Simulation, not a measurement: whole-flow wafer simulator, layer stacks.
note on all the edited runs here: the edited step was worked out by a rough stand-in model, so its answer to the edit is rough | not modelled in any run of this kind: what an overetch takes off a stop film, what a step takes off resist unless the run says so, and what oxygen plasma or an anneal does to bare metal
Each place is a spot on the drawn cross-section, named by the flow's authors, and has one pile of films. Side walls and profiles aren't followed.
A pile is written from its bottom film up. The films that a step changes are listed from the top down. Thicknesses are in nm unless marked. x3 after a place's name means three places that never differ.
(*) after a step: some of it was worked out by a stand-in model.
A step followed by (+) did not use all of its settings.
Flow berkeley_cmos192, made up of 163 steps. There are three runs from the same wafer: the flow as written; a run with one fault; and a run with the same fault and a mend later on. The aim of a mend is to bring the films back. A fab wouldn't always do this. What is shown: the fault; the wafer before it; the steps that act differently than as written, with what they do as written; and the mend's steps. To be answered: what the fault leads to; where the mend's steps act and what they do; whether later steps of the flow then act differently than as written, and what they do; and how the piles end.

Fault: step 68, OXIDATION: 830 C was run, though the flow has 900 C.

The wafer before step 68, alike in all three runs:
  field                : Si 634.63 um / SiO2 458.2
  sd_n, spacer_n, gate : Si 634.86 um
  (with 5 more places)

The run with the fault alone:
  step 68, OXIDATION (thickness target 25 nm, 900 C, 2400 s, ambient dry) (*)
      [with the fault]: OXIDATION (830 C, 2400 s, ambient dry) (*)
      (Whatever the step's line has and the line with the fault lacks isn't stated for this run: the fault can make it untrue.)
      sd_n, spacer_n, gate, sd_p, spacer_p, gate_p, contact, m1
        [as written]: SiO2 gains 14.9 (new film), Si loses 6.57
        [with the fault]: SiO2 gains 7.2 (new film), Si loses 3.17
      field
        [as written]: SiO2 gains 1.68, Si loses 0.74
        [with the fault]: SiO2 gains 0.44, Si loses 0.19
  Steps further on in the flow that do not act as written (40 more steps, not shown, differ only slightly: by at most 2% or 0.5 nm, whichever is larger):
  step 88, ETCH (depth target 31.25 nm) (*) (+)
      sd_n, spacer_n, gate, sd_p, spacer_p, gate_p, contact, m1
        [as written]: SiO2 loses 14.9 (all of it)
        [with the fault]: SiO2 loses 7.2 (all of it)
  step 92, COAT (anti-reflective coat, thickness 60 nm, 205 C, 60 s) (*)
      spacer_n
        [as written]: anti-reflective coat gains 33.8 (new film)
        [with the fault]: anti-reflective coat gains 34.9 (new film)
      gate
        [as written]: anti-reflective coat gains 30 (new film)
        [with the fault]: anti-reflective coat gains 31.2 (new film)
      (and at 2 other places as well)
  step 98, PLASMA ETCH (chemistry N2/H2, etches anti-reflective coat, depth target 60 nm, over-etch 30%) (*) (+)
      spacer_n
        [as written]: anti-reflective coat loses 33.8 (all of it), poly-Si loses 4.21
        [with the fault]: anti-reflective coat loses 34.9 (all of it), poly-Si loses 4.11
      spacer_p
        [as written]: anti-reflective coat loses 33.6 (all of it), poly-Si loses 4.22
        [with the fault]: anti-reflective coat loses 34.5 (all of it), poly-Si loses 4.12
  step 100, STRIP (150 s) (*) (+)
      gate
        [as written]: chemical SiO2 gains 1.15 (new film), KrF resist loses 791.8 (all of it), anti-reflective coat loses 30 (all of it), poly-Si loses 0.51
        [with the fault]: chemical SiO2 gains 1.15 (new film), KrF resist loses 788.7 (all of it), anti-reflective coat loses 31.2 (all of it), poly-Si loses 0.51
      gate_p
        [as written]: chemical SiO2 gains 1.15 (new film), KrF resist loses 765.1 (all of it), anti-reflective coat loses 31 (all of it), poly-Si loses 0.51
        [with the fault]: chemical SiO2 gains 1.15 (new film), KrF resist loses 762.9 (all of it), anti-reflective coat loses 31.9 (all of it), poly-Si loses 0.51
  When the end is reached, the piles differ only a little from the flow's at the places that both follow, at most by 2% or 0.5 nm, whichever is larger.

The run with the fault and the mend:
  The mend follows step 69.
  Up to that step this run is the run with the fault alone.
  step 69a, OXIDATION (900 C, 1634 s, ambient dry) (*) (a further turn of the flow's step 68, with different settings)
      sd_n, spacer_n, gate, sd_p, spacer_p, gate_p, contact, m1
        SiO2 gains 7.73, Si loses 3.4
      field
        SiO2 gains 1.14, Si loses 0.5
  None of the later steps of the flow differs from how it acts as written, at any place that is followed, by more than 2% or 0.5 nm, whichever is larger.
  When the end is reached, the piles differ only a little from the flow's at the places that both follow, at most by 2% or 0.5 nm, whichever is larger.
